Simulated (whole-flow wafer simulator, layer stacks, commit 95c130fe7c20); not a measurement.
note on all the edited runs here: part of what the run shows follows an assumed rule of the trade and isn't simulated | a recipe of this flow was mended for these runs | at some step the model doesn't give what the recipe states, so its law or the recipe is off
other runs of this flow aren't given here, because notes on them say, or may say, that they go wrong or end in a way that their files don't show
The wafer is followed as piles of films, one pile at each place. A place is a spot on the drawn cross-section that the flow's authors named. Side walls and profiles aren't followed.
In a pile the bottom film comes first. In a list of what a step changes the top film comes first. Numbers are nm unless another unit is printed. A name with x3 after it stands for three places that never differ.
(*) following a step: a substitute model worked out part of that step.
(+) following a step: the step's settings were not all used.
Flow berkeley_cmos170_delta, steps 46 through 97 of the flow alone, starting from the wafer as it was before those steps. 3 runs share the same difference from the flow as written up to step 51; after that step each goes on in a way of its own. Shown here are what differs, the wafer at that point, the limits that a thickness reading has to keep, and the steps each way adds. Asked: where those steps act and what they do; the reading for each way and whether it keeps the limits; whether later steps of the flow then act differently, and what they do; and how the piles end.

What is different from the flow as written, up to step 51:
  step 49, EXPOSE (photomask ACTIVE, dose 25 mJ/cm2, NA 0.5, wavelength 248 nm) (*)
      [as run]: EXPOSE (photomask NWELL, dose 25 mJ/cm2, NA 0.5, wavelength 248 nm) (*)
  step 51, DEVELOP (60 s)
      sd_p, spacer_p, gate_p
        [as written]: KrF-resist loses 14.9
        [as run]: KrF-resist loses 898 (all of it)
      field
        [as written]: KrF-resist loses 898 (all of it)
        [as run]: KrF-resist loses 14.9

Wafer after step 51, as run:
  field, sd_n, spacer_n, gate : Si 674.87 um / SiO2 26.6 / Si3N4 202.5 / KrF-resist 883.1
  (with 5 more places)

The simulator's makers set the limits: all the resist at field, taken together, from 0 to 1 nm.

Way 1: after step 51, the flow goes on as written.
  The reading taken after step 51 is 883.1 nm, which is outside the limits.
  Steps later in the flow that act otherwise than as written:
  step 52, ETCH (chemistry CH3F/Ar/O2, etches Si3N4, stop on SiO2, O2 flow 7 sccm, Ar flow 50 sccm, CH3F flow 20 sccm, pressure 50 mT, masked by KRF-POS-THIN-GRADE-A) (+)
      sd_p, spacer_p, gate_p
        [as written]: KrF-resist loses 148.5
        [this way]: Si3N4 loses 202.5 (all of it), SiO2 loses 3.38
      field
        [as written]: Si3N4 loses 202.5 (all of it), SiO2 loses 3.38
        [this way]: KrF-resist loses 148.5
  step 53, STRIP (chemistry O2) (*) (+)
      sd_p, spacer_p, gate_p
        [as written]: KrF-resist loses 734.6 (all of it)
        [this way]: nothing
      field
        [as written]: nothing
        [this way]: KrF-resist loses 734.6 (all of it)
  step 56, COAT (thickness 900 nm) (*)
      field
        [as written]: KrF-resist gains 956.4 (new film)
        [this way]: KrF-resist gains 896 (new film)
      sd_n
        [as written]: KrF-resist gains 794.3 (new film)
        [this way]: KrF-resist gains 885.8 (new film)
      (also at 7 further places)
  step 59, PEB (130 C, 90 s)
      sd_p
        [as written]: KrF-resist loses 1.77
        [this way]: KrF-resist loses 2.28
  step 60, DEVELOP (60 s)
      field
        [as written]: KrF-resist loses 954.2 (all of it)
        [this way]: KrF-resist loses 894.1 (all of it)
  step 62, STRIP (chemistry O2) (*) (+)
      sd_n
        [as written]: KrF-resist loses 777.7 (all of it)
        [this way]: KrF-resist loses 868.8 (all of it)
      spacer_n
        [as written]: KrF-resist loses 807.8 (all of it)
        [this way]: KrF-resist loses 875.3 (all of it)
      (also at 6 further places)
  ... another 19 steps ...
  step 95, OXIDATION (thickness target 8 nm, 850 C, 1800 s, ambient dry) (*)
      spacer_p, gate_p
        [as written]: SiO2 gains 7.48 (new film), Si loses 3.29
        [this way]: SiO2 gains 0.5, Si loses 0.22
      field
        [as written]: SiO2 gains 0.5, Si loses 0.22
        [this way]: SiO2 gains 7.48 (new film), Si loses 3.29
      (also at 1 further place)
  The piles end different from the flow's at field, sd_p, spacer_p, gate_p by more than 2% or 0.5 nm, whichever is larger.
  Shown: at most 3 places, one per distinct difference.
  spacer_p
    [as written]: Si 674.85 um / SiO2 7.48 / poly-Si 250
    [this way]: Si 674.63 um / SiO2 449 / poly-Si 250
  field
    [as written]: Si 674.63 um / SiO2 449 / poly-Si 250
    [this way]: Si 674.85 um / SiO2 7.48 / poly-Si 250
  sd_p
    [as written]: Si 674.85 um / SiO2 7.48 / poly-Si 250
    [this way]: Si 674.64 um / SiO2 427.4 / poly-Si 250

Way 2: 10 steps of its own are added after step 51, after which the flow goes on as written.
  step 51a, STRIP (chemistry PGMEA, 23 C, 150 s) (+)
      field, sd_n, spacer_n, gate, contact, m1
        KrF-resist loses 883.1 (all of it)
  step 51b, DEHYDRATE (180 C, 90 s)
      alters no film at any place that is followed
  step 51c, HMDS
      alters no film at any place that is followed
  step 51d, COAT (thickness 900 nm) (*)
      field, sd_n, spacer_n and 6 more
        KrF-resist gains 900 (new film)
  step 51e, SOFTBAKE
      alters no film at any place that is followed
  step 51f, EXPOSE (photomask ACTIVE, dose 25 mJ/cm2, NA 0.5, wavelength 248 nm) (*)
      alters no film at any place that is followed
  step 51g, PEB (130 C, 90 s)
      field, sd_n, spacer_n and 6 more
        KrF-resist loses 2
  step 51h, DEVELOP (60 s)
      sd_n, spacer_n, gate, sd_p, spacer_p, gate_p, contact, m1
        KrF-resist loses 14.9
      field
        KrF-resist loses 898 (all of it)
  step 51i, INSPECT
      alters no film at any place that is followed
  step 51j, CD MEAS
      alters no film at any place that is followed
  The reading taken after step 51j is 0 nm, which is within the limits.
  Every later step of the flow that is run acts as written at every place that is followed.
  At every place that both follow, the piles at the end match the flow's.

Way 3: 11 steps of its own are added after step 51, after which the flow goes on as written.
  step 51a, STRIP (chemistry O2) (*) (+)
      field, sd_n, spacer_n, gate, contact, m1
        KrF-resist loses 883.1 (all of it)
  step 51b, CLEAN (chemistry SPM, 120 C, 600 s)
      alters no film at any place that is followed
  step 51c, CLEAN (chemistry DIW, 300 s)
      alters no film at any place that is followed
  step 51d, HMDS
      alters no film at any place that is followed
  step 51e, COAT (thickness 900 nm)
      field, sd_n, spacer_n and 6 more
        KrF-resist gains 900 (new film)
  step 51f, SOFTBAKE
      alters no film at any place that is followed
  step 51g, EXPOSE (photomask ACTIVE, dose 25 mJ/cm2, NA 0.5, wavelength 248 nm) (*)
      alters no film at any place that is followed
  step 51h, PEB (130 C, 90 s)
      field, sd_n, spacer_n and 6 more
        KrF-resist loses 2
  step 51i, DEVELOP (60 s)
      sd_n, spacer_n, gate, sd_p, spacer_p, gate_p, contact, m1
        KrF-resist loses 14.9
      field
        KrF-resist loses 898 (all of it)
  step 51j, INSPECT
      alters no film at any place that is followed
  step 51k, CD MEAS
      alters no film at any place that is followed
  The reading taken after step 51k is 0 nm, which is within the limits.
  Every later step of the flow that is run acts as written, at every place that is followed, to within 2% or 0.5 nm, whichever is larger.
  At every place that both follow, the piles at the end match the flow's.

Keeping within the limits: way 2, way 3. Outside them: way 1.
